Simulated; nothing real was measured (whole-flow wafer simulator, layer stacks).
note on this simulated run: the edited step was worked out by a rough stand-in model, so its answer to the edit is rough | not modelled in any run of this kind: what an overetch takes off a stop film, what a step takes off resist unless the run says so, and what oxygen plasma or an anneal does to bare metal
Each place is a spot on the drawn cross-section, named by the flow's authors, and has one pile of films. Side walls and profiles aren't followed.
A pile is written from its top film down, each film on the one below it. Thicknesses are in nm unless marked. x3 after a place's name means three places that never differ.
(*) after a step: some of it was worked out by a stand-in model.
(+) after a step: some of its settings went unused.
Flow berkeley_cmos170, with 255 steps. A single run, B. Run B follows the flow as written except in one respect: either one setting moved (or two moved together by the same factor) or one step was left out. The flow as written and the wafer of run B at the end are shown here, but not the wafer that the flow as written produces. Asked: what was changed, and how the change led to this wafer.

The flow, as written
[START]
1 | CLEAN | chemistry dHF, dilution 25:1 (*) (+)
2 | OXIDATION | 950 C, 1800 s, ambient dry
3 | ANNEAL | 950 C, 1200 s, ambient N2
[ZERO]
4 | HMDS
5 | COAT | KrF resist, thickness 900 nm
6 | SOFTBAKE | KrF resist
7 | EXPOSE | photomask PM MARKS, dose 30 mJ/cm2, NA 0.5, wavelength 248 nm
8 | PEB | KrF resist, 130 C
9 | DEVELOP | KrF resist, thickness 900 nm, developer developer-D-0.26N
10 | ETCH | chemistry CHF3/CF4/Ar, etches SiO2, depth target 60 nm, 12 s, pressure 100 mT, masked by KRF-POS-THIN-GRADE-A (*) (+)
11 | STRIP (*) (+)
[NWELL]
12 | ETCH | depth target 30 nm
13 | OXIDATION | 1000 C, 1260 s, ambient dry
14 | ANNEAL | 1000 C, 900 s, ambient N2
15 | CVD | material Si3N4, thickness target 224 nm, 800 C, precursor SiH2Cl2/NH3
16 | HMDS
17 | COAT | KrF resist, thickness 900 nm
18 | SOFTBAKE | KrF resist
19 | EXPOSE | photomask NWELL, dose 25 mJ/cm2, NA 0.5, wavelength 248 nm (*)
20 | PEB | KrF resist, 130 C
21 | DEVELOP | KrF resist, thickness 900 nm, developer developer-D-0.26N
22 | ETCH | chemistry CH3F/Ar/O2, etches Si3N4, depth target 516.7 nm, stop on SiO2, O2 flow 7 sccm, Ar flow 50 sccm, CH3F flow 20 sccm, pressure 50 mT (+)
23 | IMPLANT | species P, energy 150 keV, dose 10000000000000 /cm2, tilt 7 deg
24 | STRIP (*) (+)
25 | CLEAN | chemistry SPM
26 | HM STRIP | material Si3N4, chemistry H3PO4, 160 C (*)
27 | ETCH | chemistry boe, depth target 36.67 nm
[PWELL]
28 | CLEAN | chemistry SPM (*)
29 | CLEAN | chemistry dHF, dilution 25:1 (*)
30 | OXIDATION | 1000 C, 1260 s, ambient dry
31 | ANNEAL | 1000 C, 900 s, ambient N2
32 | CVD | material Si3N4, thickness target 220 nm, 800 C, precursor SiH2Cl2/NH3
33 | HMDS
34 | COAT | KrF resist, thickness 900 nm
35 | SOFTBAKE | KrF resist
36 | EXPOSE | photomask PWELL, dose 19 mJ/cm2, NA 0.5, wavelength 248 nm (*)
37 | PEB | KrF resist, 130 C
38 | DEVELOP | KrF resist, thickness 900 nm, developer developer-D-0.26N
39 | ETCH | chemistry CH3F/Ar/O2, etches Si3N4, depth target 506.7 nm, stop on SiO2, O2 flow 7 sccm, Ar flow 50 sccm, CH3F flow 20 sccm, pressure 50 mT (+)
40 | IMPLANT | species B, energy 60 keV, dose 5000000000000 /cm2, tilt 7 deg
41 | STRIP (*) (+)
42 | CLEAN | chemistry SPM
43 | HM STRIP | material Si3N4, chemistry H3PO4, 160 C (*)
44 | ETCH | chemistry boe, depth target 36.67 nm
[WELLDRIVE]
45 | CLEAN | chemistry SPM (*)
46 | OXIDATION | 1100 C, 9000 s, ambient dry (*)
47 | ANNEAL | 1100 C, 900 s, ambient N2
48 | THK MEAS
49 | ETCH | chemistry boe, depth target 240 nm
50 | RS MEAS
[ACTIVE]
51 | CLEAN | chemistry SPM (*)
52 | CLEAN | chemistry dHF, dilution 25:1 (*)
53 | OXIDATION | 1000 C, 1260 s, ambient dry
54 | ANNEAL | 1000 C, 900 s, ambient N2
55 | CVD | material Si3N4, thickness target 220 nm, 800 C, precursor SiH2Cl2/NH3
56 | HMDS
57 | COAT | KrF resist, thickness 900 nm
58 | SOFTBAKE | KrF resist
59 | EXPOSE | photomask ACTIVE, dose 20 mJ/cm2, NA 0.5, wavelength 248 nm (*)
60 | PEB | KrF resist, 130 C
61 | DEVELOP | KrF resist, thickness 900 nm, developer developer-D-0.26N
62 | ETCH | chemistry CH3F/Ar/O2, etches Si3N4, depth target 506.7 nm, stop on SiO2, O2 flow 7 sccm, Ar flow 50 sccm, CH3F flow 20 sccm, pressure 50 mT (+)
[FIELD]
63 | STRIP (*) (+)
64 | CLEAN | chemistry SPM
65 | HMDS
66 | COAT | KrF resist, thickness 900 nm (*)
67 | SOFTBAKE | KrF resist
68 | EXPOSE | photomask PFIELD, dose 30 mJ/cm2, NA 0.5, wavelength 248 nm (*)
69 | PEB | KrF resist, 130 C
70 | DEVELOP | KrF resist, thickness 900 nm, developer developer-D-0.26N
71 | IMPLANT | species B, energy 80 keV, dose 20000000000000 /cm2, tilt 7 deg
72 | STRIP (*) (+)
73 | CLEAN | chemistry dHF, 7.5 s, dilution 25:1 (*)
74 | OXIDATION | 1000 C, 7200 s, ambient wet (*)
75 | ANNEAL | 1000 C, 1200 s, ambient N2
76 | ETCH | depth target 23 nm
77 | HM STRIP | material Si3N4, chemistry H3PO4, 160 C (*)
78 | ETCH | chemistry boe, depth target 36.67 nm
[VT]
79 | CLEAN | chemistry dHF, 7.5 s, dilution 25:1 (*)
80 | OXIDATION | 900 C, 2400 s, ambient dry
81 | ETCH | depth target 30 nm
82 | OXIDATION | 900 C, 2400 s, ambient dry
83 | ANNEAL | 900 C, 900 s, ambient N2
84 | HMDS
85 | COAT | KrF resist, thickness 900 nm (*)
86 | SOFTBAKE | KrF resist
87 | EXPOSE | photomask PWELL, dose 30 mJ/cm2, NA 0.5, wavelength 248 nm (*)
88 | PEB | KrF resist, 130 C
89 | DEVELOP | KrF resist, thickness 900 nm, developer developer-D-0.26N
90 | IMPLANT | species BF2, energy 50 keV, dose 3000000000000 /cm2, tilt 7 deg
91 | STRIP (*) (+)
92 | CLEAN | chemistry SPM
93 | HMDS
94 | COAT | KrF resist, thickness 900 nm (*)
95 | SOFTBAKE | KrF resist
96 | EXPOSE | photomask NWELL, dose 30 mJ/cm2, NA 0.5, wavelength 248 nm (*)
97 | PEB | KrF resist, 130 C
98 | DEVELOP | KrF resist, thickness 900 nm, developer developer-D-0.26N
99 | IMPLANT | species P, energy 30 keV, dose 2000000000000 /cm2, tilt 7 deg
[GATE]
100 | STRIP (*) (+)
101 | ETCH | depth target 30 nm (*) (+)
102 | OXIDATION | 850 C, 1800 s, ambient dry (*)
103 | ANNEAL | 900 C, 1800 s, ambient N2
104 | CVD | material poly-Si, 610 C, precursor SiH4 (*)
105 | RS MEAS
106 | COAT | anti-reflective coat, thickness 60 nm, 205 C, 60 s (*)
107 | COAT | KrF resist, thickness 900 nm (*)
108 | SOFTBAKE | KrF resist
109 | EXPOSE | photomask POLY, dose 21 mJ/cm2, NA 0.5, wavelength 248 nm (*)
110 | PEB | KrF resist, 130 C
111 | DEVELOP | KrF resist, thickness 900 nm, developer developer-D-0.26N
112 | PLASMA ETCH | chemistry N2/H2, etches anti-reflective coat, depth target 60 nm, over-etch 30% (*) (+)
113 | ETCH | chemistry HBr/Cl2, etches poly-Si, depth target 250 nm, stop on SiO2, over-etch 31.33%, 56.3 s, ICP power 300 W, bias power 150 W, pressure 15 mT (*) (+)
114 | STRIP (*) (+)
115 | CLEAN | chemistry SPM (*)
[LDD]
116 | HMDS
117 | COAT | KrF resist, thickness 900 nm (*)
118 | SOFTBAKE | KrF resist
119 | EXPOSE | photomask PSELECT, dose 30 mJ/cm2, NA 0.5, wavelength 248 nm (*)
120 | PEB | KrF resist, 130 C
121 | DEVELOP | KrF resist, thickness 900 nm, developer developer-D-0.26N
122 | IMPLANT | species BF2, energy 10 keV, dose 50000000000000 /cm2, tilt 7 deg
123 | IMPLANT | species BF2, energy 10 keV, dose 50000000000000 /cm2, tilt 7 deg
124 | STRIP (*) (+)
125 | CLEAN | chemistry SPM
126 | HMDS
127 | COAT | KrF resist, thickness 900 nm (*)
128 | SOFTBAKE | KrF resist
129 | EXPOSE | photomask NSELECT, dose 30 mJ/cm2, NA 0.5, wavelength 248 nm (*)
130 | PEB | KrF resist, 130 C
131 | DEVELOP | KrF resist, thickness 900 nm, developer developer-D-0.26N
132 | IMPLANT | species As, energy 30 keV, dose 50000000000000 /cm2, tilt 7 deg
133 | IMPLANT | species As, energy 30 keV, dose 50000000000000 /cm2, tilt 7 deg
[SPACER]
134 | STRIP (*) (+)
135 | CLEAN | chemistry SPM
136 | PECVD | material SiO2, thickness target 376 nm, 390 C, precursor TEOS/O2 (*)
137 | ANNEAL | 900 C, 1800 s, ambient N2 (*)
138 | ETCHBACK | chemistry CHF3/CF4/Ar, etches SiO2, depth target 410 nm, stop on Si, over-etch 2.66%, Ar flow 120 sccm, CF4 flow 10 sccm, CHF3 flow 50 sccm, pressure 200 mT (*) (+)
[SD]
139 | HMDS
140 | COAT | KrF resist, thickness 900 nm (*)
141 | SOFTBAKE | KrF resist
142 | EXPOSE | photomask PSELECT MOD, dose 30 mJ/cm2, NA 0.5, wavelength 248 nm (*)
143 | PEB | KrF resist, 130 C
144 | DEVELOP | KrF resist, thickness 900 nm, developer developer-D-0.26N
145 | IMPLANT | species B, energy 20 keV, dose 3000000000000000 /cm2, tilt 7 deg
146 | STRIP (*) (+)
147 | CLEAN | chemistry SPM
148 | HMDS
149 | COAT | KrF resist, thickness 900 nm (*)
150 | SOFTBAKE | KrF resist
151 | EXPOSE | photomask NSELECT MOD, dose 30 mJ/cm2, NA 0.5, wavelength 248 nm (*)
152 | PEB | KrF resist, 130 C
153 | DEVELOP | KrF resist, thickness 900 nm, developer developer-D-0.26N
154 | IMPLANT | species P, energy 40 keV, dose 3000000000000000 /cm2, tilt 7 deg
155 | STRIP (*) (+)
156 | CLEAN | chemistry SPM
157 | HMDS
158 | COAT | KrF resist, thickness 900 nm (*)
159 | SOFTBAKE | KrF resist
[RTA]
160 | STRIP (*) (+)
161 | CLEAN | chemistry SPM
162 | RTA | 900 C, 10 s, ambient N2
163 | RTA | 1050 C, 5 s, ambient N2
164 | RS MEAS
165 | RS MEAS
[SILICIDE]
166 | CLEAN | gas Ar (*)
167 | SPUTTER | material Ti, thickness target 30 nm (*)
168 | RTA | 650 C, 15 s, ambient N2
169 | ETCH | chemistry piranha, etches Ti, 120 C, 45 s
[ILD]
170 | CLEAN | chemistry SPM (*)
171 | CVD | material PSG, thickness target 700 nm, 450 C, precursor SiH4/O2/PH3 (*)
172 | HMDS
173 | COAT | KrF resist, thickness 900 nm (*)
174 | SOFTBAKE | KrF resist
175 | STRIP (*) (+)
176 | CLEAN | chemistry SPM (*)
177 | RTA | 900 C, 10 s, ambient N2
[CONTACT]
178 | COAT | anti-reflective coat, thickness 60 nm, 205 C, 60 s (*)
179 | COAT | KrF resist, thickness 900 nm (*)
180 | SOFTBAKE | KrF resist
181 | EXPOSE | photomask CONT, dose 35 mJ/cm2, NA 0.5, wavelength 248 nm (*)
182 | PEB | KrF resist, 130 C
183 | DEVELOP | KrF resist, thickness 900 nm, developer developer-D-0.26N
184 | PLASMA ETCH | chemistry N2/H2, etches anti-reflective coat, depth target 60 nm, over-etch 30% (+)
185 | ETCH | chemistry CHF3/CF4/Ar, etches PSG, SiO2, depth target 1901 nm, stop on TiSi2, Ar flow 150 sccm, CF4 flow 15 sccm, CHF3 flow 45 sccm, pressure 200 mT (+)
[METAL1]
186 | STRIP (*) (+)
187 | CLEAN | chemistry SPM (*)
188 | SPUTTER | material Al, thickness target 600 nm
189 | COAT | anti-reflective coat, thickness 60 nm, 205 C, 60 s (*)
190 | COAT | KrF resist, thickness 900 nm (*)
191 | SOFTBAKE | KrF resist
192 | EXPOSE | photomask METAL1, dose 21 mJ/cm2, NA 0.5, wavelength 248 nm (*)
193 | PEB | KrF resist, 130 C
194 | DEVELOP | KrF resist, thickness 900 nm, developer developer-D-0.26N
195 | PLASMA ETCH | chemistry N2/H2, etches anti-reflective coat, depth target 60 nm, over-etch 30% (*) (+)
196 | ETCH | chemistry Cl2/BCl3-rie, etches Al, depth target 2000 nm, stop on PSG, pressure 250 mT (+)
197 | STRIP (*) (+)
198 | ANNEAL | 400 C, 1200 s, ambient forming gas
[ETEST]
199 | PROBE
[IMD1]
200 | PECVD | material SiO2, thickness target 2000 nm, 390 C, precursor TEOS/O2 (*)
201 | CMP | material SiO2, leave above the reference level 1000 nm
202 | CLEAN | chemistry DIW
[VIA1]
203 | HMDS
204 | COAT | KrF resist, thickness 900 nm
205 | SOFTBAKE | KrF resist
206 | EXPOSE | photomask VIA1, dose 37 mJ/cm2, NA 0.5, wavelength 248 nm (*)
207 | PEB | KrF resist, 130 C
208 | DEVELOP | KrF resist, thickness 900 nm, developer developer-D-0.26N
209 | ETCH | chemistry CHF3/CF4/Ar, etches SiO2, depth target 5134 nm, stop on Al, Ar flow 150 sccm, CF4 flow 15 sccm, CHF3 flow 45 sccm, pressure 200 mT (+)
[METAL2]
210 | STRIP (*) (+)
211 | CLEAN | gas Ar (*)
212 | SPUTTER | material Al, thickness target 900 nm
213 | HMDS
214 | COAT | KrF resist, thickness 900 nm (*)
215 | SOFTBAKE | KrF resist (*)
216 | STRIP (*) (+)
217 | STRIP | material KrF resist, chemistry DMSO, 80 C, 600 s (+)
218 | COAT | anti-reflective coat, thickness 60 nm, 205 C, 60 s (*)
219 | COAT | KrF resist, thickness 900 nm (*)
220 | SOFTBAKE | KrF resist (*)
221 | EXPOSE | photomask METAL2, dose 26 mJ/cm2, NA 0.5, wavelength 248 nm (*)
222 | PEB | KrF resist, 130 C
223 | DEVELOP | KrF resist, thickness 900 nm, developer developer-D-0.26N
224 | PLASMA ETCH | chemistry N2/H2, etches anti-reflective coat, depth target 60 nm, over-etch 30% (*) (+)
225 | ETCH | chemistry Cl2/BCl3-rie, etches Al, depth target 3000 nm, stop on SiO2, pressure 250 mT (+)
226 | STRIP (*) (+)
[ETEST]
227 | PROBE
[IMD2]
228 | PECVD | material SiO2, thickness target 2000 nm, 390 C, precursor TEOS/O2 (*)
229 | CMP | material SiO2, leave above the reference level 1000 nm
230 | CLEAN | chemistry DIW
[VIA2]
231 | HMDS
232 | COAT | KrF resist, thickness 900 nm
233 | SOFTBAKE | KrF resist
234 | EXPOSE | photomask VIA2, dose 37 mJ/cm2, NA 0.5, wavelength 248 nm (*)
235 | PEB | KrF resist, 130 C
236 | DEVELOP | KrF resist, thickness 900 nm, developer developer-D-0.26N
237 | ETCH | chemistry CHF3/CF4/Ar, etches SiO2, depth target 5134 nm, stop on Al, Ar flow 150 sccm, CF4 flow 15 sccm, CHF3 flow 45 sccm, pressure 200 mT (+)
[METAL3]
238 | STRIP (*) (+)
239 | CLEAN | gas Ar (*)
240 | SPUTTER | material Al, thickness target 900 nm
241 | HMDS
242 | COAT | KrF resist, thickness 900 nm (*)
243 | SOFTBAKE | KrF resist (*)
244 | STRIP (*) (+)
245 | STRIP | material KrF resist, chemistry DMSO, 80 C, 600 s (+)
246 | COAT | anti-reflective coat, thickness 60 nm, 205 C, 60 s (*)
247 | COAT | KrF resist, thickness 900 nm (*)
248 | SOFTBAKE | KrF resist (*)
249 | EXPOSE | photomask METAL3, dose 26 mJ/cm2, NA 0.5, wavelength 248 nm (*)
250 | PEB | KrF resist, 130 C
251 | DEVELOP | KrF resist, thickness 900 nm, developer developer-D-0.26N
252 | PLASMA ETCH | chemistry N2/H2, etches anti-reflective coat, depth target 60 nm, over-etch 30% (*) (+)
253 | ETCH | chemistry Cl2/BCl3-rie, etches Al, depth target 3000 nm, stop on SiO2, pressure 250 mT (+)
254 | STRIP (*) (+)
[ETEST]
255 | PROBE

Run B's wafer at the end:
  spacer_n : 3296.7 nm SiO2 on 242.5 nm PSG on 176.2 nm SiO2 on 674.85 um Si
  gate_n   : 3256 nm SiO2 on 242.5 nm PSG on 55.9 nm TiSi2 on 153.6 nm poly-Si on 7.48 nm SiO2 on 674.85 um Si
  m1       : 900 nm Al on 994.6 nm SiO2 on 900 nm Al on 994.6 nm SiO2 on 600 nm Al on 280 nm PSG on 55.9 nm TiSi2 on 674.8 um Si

Cause: step 171, CVD: thickness target 280 nm was run, whereas the flow has thickness target 700 nm.
The wafer lets one read it off: m1 has PSG 280, and step 171 as written asks for 700 nm.

Step by step, how the change led to this:
  171 | CVD | material PSG, thickness target 700 nm, 450 C, precursor SiH4/O2/PH3 (*)
      field, sd_n, spacer_n and 9 more: +280 PSG (new film) (as written it would have been: +700 PSG (new film))
  173 | COAT | KrF resist, thickness 900 nm (*)
      gate_n: +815 KrF resist (new film) (as written it would have been: +832.4 KrF resist (new film))
  175 | STRIP (*) (+)
      gate_n: -815 KrF resist (all of it) (as written it would have been: -832.4 KrF resist (all of it))
  178 | COAT | anti-reflective coat, thickness 60 nm, 205 C, 60 s (*)
      field: +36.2 anti-reflective coat (new film) (as written it would have been: +38.6 anti-reflective coat (new film))
      sd_n: +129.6 anti-reflective coat (new film) (as written it would have been: +135.1 anti-reflective coat (new film))
      (also at 5 further places)
  184 | PLASMA ETCH | chemistry N2/H2, etches anti-reflective coat, depth target 60 nm, over-etch 30% (+)
      field, sd_n, spacer_n and 8 more: -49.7 KrF resist (as written it would have been: -52.6 KrF resist)
      contact: -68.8 anti-reflective coat (all of it), -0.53 PSG (as written it would have been: -72.8 anti-reflective coat (all of it), -0.56 PSG)
  185 | ETCH | chemistry CHF3/CF4/Ar, etches PSG, SiO2, depth target 1901 nm, stop on TiSi2, Ar flow 150 sccm, CF4 flow 15 sccm, CHF3 flow 45 sccm, pressure 200 mT (+)
      field, sd_n, spacer_n and 8 more: -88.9 KrF resist (as written it would have been: -193.9 KrF resist)
      contact: -279.5 PSG (all of it), -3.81 TiSi2 (as written it would have been: -699.4 PSG (all of it), -3.81 TiSi2)
  186 | STRIP (*) (+)
      field: -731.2 KrF resist (all of it), -36.2 anti-reflective coat (all of it) (as written it would have been: -623.9 KrF resist (all of it), -38.6 anti-reflective coat (all of it))
      sd_n: -754.2 KrF resist (all of it), -129.6 anti-reflective coat (all of it) (as written it would have been: -643.8 KrF resist (all of it), -135.1 anti-reflective coat (all of it))
      (also at 9 further places)
  188 | SPUTTER | material Al, thickness target 600 nm
      contact: +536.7 Al (new film) (as written it would have been: +415.7 Al (new film))
  189 | COAT | anti-reflective coat, thickness 60 nm, 205 C, 60 s (*)
      field: +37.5 anti-reflective coat (new film) (as written it would have been: +38.9 anti-reflective coat (new film))
      sd_n: +41.9 anti-reflective coat (new film) (as written it would have been: +17.7 anti-reflective coat (new film))
      (also at 7 further places)
  190 | COAT | KrF resist, thickness 900 nm (*)
      sd_n: +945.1 KrF resist (new film) (as written it would have been: +922.1 KrF resist (new film))
      contact: +1150.5 KrF resist (new film) (as written it would have been: +1495.4 KrF resist (new film))
  193 | PEB | KrF resist, 130 C
      contact: -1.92 KrF resist (as written it would have been: -2.63 KrF resist)
  194 | DEVELOP | KrF resist, thickness 900 nm, developer developer-D-0.26N
      sd_n: -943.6 KrF resist (all of it) (as written it would have been: -920.6 KrF resist (all of it))
  195 | PLASMA ETCH | chemistry N2/H2, etches anti-reflective coat, depth target 60 nm, over-etch 30% (*) (+)
      field: -37.5 anti-reflective coat (all of it) (as written it would have been: -38.9 anti-reflective coat (all of it))
      sd_n: -41.9 anti-reflective coat (all of it) (as written it would have been: -17.7 anti-reflective coat (all of it))
      (also at 4 further places)
  197 | STRIP (*) (+)
      contact: -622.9 KrF resist (all of it), -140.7 anti-reflective coat (all of it) (as written it would have been: -966.1 KrF resist (all of it), -261.9 anti-reflective coat (all of it))
      m1: -408.1 KrF resist (all of it), -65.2 anti-reflective coat (all of it) (as written it would have been: -404.7 KrF resist (all of it), -63 anti-reflective coat (all of it))
      (also at 1 further place)
  200 | PECVD | material SiO2, thickness target 2000 nm, 390 C, precursor TEOS/O2 (*)
      sd_n: +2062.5 SiO2 (new film) (as written it would have been: +2000 SiO2 (new film))
      contact: +2000 SiO2 (new film) (as written it would have been: +1949.3 SiO2 (new film))
  201 | CMP | material SiO2, leave above the reference level 1000 nm
      sd_n: -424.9 SiO2 (as written it would have been: -362.4 SiO2)
      contact: -652.8 SiO2 (as written it would have been: -61.1 SiO2)
